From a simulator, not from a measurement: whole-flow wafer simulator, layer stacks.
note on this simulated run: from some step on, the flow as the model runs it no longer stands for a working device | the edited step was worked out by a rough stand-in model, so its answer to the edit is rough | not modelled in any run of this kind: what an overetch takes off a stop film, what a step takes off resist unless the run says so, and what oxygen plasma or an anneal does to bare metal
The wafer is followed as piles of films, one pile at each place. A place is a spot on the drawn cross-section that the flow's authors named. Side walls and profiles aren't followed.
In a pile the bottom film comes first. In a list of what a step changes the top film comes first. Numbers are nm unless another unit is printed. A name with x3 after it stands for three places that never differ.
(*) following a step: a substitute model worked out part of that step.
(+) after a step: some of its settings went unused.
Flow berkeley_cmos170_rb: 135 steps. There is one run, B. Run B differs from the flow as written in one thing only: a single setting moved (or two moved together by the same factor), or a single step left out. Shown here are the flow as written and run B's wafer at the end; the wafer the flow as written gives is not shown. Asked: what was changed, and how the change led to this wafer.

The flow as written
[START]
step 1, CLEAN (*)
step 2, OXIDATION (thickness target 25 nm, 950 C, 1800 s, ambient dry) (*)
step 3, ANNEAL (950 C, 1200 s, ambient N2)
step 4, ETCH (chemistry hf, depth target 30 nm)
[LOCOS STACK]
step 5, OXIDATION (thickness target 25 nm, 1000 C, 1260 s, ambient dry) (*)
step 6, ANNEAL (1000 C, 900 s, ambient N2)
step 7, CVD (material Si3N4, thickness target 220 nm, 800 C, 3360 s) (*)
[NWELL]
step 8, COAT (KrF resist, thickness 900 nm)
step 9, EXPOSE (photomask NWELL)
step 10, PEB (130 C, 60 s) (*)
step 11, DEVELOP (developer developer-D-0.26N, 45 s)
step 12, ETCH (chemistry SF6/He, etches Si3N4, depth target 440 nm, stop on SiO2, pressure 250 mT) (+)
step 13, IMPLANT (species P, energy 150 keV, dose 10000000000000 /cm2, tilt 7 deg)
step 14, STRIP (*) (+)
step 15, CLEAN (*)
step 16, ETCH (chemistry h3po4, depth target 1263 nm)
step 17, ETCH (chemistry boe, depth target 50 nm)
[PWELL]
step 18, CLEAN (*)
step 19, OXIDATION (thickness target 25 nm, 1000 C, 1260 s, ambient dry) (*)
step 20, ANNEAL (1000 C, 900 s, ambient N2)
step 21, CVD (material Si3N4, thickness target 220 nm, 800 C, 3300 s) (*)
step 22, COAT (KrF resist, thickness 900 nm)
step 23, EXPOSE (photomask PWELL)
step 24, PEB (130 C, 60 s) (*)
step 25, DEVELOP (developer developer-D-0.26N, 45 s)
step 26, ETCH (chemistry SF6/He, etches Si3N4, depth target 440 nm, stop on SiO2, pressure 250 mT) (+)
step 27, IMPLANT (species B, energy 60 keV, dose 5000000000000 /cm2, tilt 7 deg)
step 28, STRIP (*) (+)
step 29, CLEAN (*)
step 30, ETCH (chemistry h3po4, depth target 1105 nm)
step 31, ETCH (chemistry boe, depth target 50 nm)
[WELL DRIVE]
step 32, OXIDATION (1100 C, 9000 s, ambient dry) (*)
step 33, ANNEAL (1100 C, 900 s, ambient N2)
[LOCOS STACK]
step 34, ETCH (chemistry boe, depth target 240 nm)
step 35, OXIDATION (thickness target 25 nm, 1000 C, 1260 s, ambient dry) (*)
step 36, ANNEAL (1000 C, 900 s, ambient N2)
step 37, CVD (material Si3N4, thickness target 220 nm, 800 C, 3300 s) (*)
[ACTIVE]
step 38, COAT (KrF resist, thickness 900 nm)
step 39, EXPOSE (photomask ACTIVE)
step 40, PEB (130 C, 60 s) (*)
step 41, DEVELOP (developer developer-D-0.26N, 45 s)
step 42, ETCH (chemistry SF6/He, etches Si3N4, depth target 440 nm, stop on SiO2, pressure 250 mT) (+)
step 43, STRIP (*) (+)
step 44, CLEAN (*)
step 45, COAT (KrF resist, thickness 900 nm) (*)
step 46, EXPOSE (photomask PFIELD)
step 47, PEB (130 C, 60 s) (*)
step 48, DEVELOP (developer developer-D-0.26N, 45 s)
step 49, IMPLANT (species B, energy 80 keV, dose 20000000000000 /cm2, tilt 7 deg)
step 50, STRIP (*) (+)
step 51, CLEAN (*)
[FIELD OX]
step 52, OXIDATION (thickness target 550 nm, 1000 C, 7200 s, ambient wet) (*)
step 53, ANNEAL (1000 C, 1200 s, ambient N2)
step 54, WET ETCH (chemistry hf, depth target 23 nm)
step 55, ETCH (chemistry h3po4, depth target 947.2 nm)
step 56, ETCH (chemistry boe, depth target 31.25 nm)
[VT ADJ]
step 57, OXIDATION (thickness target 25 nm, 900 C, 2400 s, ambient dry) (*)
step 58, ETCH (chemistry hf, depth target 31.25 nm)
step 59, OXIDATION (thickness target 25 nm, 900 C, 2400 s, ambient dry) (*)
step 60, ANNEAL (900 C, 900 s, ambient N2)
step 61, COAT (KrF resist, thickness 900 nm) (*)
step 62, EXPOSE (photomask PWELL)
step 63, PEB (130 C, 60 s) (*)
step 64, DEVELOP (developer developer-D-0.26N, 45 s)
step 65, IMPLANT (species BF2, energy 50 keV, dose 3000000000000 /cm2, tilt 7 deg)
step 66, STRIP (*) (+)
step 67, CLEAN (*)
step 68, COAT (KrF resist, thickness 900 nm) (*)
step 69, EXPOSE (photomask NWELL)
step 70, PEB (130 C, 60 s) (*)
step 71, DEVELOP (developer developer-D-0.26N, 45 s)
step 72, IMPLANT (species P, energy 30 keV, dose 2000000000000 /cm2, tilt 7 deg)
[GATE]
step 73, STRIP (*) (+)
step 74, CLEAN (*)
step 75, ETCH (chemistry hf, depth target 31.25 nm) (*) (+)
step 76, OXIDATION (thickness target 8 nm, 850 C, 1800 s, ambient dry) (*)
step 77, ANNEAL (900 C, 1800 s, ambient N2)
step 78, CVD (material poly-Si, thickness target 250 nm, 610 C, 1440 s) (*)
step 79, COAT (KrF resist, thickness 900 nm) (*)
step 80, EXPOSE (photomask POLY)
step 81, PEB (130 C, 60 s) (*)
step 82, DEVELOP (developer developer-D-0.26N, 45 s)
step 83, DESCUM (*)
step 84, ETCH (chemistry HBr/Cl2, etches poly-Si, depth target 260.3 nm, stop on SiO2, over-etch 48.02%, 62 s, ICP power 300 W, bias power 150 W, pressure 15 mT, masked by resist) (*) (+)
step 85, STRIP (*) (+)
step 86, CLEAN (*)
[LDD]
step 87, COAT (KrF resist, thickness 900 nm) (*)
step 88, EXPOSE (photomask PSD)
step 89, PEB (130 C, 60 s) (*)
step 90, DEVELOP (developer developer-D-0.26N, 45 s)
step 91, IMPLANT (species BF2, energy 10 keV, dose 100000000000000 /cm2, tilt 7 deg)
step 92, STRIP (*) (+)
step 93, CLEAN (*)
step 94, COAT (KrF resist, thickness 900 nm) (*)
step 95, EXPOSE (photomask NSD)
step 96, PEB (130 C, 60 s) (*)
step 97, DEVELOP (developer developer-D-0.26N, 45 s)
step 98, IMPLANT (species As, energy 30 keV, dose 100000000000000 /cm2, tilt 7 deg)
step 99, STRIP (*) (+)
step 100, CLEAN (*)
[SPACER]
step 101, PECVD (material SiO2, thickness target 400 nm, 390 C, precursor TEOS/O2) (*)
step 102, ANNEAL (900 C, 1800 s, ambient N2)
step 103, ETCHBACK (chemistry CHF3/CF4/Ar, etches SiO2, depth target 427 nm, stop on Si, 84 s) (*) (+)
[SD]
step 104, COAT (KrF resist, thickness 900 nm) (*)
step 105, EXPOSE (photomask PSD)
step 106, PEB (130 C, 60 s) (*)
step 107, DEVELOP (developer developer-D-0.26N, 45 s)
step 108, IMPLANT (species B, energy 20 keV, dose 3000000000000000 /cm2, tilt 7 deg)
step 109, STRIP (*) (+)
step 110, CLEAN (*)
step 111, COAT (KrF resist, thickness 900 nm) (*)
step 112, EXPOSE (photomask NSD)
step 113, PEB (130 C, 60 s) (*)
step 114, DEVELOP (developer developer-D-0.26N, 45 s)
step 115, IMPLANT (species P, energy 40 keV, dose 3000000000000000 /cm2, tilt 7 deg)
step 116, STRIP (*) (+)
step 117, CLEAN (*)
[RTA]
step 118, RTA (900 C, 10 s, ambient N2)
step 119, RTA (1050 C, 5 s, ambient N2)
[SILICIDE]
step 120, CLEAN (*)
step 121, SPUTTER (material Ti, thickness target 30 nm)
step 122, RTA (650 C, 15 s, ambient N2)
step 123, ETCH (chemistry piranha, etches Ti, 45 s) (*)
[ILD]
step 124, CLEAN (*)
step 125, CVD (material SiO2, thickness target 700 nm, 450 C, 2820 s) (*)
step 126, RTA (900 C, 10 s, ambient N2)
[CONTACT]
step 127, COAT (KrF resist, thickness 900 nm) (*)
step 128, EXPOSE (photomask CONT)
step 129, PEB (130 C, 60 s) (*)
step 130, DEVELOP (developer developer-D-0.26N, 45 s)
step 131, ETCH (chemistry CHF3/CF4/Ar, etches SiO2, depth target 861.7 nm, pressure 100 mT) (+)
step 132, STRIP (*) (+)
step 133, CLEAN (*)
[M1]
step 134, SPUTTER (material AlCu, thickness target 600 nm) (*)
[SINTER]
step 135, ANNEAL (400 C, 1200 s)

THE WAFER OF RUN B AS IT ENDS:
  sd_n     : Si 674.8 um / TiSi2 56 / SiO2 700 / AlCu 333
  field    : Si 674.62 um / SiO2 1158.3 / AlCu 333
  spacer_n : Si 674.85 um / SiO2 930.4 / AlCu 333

Cause: step 134, SPUTTER: thickness target 333 nm was run, though the flow has thickness target 600 nm.
One can read it off the wafer: sd_n has AlCu 333, and step 134 as written asks for 600 nm.

How this came from the change, step by step:
  step 134, SPUTTER (material AlCu, thickness target 600 nm) (*)
      field, sd_n, spacer_n, gate, spacer_p, gate_p, m1: +333 AlCu (new film) (it would be, as written: +600 AlCu (new film))
      sd_p: +297.2 AlCu (new film) (it would be, as written: +545.9 AlCu (new film))
      (as well as at 1 more place)
